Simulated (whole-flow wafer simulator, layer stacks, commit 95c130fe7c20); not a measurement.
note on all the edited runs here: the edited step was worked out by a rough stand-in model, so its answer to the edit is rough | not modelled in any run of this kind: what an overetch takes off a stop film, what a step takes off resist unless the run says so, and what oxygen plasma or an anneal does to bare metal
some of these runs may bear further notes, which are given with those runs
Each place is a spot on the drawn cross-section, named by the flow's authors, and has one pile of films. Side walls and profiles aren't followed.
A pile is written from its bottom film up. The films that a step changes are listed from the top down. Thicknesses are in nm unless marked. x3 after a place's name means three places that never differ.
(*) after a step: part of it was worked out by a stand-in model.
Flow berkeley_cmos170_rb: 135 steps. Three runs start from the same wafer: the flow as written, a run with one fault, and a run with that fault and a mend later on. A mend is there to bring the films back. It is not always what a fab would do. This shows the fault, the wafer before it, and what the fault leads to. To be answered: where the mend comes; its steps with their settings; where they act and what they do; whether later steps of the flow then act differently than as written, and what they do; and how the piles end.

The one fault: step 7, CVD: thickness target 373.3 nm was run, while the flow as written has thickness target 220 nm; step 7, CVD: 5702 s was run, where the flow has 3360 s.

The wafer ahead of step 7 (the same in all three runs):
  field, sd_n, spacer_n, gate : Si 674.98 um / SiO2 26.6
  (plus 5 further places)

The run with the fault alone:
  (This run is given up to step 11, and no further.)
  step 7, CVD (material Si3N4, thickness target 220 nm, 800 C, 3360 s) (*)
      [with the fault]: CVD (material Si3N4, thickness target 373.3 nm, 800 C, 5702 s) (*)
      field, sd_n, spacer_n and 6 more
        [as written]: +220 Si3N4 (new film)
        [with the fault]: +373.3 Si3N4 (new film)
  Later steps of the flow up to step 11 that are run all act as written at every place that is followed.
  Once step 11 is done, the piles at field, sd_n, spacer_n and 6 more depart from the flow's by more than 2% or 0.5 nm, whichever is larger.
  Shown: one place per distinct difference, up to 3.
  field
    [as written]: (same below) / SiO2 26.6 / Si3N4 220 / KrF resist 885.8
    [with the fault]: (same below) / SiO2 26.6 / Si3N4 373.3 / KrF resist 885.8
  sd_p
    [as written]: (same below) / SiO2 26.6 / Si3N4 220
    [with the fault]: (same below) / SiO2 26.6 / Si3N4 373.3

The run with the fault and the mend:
  After step 7 comes the mend.
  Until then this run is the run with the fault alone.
  step 7a, ETCH (chemistry h3po4, depth target 153.3 nm)
      field, sd_n, spacer_n and 6 more
        -153.3 Si3N4
  Later steps of the flow that are run all act as written at every place that is followed.
  By the end, the piles equal the flow's at every place that both follow.
